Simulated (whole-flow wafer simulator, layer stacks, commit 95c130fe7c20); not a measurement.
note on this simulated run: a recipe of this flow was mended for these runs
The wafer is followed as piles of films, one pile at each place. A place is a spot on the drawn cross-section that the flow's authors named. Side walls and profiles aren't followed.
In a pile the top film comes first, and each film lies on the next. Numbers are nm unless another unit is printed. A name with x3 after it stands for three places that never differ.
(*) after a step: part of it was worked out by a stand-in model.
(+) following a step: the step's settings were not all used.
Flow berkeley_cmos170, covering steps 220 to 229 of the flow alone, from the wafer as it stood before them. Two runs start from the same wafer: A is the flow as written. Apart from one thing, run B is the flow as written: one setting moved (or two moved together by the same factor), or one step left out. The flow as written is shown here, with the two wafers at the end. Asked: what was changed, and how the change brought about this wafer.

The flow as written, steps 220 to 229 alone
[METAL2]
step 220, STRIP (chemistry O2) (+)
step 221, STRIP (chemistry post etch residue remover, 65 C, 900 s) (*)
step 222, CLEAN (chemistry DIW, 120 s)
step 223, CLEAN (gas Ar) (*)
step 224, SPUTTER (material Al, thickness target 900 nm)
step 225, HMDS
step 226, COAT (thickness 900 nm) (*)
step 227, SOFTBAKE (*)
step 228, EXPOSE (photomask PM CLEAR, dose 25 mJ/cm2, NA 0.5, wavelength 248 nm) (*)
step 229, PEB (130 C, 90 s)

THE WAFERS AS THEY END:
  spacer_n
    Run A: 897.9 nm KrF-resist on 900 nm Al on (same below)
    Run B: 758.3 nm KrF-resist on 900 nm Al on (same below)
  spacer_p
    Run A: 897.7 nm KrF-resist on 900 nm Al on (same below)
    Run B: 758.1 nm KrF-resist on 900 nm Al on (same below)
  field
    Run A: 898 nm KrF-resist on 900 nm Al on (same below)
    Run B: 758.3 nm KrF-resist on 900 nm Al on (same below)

What caused this: step 226, COAT: thickness 760 nm was run, though the flow has thickness 900 nm.

Step by step, how the change led to this:
  step 226, COAT (thickness 900 nm) (*)
      field, mark: A KrF-resist gains 900 (new film) | B KrF-resist gains 760 (new film)
      spacer_n, gate_n: A KrF-resist gains 899.9 (new film) | B KrF-resist gains 759.9 (new film)
      (also at 9 further places)
  step 229, PEB (130 C, 90 s)
      via1: A KrF-resist loses 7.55 | B KrF-resist loses 6.43
